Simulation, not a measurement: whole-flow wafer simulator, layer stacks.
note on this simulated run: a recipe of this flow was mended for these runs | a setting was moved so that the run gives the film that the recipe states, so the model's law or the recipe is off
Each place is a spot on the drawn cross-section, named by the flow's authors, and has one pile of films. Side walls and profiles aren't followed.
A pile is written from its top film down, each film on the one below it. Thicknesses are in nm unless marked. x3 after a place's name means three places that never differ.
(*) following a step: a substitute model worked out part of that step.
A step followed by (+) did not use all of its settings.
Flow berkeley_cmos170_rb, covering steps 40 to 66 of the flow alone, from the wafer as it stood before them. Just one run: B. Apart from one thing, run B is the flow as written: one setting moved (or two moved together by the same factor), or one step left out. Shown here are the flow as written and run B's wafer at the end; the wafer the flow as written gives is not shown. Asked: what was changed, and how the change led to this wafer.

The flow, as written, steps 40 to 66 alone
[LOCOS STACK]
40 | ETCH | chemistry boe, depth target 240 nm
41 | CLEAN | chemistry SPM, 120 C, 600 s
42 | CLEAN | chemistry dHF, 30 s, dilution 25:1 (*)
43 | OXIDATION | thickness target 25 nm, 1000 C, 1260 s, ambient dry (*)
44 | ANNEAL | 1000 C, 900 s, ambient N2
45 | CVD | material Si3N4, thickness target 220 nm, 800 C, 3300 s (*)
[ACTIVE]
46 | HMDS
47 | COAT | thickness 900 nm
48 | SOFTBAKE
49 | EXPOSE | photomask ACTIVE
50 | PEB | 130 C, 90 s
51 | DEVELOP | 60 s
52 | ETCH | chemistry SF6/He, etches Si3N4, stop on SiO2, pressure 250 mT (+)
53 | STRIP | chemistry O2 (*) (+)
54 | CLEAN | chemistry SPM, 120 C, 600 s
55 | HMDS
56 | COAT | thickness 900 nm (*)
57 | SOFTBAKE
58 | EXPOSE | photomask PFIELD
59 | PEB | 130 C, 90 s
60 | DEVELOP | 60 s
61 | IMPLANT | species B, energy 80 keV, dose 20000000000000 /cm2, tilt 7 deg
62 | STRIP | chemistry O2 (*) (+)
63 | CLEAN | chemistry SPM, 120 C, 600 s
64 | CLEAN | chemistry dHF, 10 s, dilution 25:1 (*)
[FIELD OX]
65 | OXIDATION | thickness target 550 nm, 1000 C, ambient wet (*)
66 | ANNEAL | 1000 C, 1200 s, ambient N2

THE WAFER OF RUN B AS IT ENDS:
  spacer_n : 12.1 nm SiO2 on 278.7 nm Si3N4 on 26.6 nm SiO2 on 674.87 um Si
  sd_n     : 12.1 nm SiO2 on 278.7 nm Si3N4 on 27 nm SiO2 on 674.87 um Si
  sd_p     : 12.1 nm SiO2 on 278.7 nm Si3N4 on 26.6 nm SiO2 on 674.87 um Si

What caused this: step 45, CVD: thickness target 286 nm was run, whereas the flow has thickness target 220 nm; step 45, CVD: 4290 s was run, where the flow has 3300 s.

Step by step, how the change led to this:
  45 | CVD | material Si3N4, thickness target 220 nm, 800 C, 3300 s (*)
      field, sd_n, spacer_n and 6 more: Si3N4 gains 286 (new film) (as written it would have been: Si3N4 gains 220 (new film))
  52 | ETCH | chemistry SF6/He, etches Si3N4, stop on SiO2, pressure 250 mT (+)
      sd_n, spacer_n, gate, sd_p, spacer_p, gate_p, contact, m1: KrF-resist loses 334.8 (as written it would have been: KrF-resist loses 263)
      field: Si3N4 loses 286 (all of it), SiO2 loses 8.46 (as written it would have been: Si3N4 loses 220 (all of it), SiO2 loses 8.46)
  53 | STRIP | chemistry O2 (*) (+)
      sd_n, spacer_n, gate, sd_p, spacer_p, gate_p, contact, m1: KrF-resist loses 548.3 (all of it) (as written it would have been: KrF-resist loses 620 (all of it))
  56 | COAT | thickness 900 nm (*)
      sd_n: KrF-resist gains 749.4 (new film) (as written it would have been: KrF-resist gains 782.7 (new film))
      spacer_n: KrF-resist gains 793.5 (new film) (as written it would have been: KrF-resist gains 816.2 (new film))
      (and at 6 other places as well)
  62 | STRIP | chemistry O2 (*) (+)
      sd_n: KrF-resist loses 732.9 (all of it) (as written it would have been: KrF-resist loses 766.1 (all of it))
      spacer_n: KrF-resist loses 776.9 (all of it) (as written it would have been: KrF-resist loses 799.5 (all of it))
      (and at 6 other places as well)
  65 | OXIDATION | thickness target 550 nm, 1000 C, ambient wet (*)
      gate: SiO2 gains 12.1 (new film), Si3N4 loses 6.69 (as written it would have been: SiO2 gains 12.1 (new film), Si3N4 loses 6.69, SiO2 gains 0.05, Si loses 0.05)
      sd_p: SiO2 gains 12.1 (new film), Si3N4 loses 6.69 (as written it would have been: SiO2 gains 12.1 (new film), Si3N4 loses 6.69, SiO2 gains 0.06, Si loses 0.06)
      (and at 1 other place as well)
